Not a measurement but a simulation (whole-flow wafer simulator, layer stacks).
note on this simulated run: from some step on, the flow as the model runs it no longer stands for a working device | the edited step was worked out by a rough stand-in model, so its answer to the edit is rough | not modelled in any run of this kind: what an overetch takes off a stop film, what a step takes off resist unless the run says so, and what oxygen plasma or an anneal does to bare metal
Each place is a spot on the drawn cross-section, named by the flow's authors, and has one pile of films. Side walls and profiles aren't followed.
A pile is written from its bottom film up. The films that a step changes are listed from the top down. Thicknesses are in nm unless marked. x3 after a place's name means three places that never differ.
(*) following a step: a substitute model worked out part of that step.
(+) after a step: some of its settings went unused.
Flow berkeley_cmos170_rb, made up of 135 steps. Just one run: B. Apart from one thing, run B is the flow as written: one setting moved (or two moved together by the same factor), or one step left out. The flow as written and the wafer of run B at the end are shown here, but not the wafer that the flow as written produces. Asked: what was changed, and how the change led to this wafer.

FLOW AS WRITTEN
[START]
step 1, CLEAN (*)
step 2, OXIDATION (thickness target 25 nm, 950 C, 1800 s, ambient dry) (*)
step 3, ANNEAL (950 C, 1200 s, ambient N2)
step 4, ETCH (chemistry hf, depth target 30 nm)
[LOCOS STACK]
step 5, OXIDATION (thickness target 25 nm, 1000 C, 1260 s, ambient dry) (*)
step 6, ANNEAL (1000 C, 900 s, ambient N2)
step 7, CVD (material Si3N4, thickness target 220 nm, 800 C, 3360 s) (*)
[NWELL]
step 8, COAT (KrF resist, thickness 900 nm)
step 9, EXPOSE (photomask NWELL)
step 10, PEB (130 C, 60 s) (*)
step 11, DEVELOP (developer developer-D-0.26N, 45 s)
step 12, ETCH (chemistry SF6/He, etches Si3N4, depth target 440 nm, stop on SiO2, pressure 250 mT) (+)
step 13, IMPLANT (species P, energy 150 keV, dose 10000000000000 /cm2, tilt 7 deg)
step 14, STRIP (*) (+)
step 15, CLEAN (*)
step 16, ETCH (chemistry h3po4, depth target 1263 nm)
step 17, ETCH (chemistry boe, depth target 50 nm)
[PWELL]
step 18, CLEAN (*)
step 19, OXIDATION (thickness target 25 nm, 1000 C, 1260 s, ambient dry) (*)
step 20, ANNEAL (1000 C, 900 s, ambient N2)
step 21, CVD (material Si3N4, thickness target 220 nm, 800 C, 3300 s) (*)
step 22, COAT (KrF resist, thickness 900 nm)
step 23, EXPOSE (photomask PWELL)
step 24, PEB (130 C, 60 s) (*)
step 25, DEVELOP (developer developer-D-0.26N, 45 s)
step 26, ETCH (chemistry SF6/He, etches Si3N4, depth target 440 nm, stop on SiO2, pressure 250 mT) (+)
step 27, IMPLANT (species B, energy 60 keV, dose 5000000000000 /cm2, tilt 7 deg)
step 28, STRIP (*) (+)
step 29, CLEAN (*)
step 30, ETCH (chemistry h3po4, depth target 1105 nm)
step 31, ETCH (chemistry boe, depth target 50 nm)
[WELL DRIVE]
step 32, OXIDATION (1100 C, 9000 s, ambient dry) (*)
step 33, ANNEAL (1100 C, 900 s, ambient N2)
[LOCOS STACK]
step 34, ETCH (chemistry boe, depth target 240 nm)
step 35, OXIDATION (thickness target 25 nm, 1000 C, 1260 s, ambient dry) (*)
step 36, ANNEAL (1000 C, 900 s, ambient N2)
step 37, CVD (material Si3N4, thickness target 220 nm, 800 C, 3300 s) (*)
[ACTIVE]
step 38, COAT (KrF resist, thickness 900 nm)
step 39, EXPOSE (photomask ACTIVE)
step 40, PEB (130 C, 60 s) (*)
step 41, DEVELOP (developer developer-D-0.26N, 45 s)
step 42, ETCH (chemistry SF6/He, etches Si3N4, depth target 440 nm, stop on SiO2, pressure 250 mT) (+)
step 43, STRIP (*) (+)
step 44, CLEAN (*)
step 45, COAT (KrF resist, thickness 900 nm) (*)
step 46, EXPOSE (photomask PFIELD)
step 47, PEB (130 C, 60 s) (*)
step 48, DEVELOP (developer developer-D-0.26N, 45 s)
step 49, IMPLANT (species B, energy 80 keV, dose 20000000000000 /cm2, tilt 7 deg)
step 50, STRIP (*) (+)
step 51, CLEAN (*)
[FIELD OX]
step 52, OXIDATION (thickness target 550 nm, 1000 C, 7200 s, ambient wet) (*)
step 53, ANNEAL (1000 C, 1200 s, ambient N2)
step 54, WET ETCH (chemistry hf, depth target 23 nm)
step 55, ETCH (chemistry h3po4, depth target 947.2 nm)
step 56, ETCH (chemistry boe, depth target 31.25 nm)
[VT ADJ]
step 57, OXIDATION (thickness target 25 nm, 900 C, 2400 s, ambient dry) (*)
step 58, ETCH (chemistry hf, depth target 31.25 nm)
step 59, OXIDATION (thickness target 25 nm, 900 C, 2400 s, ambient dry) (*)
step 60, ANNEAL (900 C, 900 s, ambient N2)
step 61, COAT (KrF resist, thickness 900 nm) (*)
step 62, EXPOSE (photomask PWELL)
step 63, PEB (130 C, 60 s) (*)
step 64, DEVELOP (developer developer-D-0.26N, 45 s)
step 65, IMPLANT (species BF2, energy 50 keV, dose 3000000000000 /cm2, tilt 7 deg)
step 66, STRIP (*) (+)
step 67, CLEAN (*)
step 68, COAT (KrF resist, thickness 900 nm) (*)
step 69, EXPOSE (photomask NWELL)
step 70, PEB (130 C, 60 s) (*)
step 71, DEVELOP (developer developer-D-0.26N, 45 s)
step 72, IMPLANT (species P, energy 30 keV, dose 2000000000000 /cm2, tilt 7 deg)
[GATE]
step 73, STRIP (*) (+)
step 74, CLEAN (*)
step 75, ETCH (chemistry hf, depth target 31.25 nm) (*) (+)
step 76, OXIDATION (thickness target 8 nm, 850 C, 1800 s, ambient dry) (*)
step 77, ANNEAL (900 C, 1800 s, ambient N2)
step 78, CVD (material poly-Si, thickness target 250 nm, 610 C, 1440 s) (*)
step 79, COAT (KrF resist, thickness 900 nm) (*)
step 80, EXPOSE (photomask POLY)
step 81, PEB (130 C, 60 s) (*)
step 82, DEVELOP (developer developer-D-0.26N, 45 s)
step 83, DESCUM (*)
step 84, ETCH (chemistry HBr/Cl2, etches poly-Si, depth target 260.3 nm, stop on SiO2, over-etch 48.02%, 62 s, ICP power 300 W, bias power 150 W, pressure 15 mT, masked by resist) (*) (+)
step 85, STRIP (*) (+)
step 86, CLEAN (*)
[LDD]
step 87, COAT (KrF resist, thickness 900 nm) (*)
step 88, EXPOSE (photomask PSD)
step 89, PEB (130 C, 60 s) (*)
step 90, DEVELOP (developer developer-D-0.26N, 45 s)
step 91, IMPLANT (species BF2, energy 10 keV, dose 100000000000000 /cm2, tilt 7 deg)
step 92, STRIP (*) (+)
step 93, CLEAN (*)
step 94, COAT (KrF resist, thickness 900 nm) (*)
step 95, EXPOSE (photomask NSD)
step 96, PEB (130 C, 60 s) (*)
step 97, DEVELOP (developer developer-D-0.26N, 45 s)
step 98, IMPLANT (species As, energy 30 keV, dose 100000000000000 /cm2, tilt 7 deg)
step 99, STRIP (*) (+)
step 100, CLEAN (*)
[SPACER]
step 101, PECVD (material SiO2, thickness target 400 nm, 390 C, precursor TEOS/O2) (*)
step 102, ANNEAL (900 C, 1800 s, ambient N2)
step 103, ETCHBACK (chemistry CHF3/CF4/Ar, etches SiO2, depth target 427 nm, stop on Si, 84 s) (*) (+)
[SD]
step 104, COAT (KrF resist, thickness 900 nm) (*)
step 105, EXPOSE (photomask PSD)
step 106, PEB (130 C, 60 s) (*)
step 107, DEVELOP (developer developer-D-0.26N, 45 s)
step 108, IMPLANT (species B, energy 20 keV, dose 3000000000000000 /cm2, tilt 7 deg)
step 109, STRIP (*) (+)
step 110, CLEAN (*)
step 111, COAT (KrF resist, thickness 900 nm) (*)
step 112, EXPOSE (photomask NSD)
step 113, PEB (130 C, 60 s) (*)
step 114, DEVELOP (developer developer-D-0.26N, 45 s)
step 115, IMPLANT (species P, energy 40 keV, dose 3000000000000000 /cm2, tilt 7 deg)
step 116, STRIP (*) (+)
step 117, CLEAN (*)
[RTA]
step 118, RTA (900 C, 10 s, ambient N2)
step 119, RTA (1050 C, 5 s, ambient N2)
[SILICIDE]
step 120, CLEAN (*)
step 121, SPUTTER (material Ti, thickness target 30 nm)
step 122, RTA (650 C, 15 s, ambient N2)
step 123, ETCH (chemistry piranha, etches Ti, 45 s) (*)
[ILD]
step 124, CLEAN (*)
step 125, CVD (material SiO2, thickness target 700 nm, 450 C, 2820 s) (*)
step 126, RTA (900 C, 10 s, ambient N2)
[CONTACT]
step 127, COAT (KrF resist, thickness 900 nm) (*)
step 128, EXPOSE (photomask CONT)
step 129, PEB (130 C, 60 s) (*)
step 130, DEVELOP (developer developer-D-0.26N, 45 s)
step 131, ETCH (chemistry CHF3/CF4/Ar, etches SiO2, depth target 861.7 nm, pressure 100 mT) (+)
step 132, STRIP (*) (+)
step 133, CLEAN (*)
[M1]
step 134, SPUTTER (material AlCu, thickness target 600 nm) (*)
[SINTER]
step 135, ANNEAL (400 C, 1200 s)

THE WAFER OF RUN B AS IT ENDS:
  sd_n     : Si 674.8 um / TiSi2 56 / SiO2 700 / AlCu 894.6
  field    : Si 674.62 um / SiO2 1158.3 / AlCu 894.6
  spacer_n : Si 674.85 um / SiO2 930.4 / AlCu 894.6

Cause: step 134, SPUTTER: thickness target 894.6 nm was run, though the flow has thickness target 600 nm.
One can read it off the wafer: sd_n has AlCu 894.6, and step 134 as written asks for 600 nm.

Step by step, how the change led to this:
  step 134, SPUTTER (material AlCu, thickness target 600 nm) (*)
      field, sd_n, spacer_n, gate, spacer_p, gate_p, m1: AlCu gains 894.6 (new film) (it would be, as written: AlCu gains 600 (new film))
      sd_p: AlCu gains 829.9 (new film) (it would be, as written: AlCu gains 545.9 (new film))
      (also at 1 further place)
